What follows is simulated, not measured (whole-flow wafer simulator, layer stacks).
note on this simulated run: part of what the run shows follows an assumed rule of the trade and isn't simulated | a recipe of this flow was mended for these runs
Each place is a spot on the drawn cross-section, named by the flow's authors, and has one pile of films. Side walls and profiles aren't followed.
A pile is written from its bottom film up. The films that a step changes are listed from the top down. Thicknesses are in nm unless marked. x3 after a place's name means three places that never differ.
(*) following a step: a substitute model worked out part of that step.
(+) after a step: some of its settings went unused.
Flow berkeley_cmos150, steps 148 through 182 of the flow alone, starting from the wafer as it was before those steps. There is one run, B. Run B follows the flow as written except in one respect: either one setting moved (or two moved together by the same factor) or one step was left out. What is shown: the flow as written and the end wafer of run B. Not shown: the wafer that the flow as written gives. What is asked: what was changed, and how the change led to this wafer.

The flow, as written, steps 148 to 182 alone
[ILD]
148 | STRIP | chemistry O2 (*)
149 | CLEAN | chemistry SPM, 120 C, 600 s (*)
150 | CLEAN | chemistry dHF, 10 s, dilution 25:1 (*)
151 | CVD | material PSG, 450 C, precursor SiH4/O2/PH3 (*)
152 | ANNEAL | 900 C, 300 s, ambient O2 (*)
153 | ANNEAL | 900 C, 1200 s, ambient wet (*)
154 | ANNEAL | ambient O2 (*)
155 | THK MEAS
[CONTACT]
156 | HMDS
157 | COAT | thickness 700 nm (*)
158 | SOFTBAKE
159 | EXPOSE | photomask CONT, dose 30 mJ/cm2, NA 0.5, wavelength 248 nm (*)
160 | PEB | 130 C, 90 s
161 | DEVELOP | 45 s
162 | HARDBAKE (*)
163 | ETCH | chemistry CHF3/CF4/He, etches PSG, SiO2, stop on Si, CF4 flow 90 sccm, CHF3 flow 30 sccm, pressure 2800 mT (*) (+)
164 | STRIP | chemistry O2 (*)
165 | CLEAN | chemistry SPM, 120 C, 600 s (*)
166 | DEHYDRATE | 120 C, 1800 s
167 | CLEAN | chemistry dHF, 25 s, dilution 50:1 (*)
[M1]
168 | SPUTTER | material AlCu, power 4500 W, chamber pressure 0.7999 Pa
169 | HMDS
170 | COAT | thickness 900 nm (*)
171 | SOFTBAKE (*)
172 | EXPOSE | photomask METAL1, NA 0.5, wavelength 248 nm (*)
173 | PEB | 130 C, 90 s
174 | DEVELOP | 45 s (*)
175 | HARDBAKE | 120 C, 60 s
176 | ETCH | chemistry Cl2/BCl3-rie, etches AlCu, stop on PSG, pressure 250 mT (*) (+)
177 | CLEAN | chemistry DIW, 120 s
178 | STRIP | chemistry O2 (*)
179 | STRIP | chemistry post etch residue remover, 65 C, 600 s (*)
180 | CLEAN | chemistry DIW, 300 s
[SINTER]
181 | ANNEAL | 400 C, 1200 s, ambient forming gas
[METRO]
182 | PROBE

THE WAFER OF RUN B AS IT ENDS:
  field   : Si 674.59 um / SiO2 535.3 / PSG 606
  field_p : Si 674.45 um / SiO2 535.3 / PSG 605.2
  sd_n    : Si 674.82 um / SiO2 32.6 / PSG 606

Cause: step 153, ANNEAL: 877 C was run, whereas the flow has 900 C.

Step by step, how the change led to this:
  153 | ANNEAL | 900 C, 1200 s, ambient wet (*)
      sd_n, contact, m1: -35 PSG, +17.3 SiO2, -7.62 Si (as written it would have been: -35 PSG, +22.8 SiO2, -10 Si)
      field, field_p: -35 PSG, +12.8 SiO2, -5.62 Si (as written it would have been: -35 PSG, +16.3 SiO2, -7.15 Si)
      (also at 3 further places)
  163 | ETCH | chemistry CHF3/CF4/He, etches PSG, SiO2, stop on Si, CF4 flow 90 sccm, CHF3 flow 30 sccm, pressure 2800 mT (*) (+)
      contact: -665 PSG (all of it), -32.6 SiO2 (all of it), -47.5 Si (as written it would have been: -665 PSG (all of it), -38.1 SiO2 (all of it), -47.5 Si)
  176 | ETCH | chemistry Cl2/BCl3-rie, etches AlCu, stop on PSG, pressure 250 mT (*) (+)
      gate_p: -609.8 AlCu (all of it), -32 PSG (as written it would have been: -616.1 AlCu (all of it), -31.2 PSG)
